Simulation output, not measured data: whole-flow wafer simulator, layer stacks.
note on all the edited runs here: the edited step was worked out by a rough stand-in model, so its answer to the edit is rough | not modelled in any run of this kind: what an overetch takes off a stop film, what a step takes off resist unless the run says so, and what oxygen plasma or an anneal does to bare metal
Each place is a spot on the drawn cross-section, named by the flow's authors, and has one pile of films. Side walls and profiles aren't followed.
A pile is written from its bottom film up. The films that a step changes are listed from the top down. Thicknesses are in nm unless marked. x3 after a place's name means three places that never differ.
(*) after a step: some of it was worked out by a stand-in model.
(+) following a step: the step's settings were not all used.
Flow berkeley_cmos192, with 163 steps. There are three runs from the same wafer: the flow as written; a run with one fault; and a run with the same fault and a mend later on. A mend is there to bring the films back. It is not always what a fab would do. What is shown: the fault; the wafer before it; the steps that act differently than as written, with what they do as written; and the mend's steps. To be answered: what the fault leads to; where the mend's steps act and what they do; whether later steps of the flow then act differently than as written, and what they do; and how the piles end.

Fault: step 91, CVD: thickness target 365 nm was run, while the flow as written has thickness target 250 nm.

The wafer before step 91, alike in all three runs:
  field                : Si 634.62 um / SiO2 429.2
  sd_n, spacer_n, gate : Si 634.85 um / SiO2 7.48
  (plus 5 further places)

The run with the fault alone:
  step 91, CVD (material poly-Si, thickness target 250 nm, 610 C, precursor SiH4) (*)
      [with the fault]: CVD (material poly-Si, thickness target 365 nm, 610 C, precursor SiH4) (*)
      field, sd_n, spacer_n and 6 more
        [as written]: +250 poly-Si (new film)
        [with the fault]: +365 poly-Si (new film)
  Steps further on in the flow that do not act as written (16 more steps, not shown, differ only slightly: by at most 2% or 0.5 nm, whichever is larger):
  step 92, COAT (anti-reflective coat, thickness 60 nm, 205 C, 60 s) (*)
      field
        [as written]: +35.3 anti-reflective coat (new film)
        [with the fault]: +36.8 anti-reflective coat (new film)
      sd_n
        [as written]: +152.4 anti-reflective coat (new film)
        [with the fault]: +157.4 anti-reflective coat (new film)
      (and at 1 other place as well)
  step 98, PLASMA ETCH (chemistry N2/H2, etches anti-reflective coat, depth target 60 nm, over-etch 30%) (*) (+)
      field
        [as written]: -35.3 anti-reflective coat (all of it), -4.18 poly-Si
        [with the fault]: -36.8 anti-reflective coat (all of it), -4.3 poly-Si
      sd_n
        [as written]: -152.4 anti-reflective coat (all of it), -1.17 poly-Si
        [with the fault]: -157.4 anti-reflective coat (all of it), -1.21 poly-Si
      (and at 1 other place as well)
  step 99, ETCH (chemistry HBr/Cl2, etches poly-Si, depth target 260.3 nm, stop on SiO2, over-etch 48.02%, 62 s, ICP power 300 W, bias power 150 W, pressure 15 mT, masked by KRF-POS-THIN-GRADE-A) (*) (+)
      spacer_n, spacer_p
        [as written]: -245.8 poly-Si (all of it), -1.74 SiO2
        [with the fault]: -360.6 poly-Si (all of it), -0.12 SiO2
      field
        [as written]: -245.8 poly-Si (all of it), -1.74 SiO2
        [with the fault]: -360.7 poly-Si (all of it), -0.12 SiO2
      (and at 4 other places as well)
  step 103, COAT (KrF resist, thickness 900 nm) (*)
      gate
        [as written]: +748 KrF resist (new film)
        [with the fault]: +651.7 KrF resist (new film)
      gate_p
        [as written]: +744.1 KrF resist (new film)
        [with the fault]: +647.8 KrF resist (new film)
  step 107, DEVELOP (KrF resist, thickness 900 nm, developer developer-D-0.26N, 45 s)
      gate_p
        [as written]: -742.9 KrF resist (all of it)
        [with the fault]: -646.8 KrF resist (all of it)
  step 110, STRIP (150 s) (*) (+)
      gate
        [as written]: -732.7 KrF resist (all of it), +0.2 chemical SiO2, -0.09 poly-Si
        [with the fault]: -636.5 KrF resist (all of it), +0.2 chemical SiO2, -0.09 poly-Si
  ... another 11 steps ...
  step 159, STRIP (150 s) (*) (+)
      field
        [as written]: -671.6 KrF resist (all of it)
        [with the fault]: -685.6 KrF resist (all of it)
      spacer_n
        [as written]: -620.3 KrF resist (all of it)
        [with the fault]: -559.8 KrF resist (all of it)
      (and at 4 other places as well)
  At spacer_n, gate, spacer_p, gate_p, the piles at the end differ from the flow's by more than 2% or 0.5 nm, whichever is larger.
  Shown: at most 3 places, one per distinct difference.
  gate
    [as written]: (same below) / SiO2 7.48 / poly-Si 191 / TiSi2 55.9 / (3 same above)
    [with the fault]: (same below) / SiO2 7.48 / poly-Si 306 / TiSi2 55.9 / (3 same above)
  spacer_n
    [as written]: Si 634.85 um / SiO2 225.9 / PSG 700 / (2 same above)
    [with the fault]: Si 634.85 um / SiO2 340.9 / PSG 700 / (2 same above)
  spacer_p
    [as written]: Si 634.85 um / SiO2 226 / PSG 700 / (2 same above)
    [with the fault]: Si 634.85 um / SiO2 341 / PSG 700 / (2 same above)

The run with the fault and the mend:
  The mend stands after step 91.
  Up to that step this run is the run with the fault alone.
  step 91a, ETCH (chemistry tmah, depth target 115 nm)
      field, sd_n, spacer_n and 6 more
        -115 poly-Si
  None of the later steps of the flow acts differently than as written at any place that is followed.
  At every place that both follow, the piles at the end match the flow's.
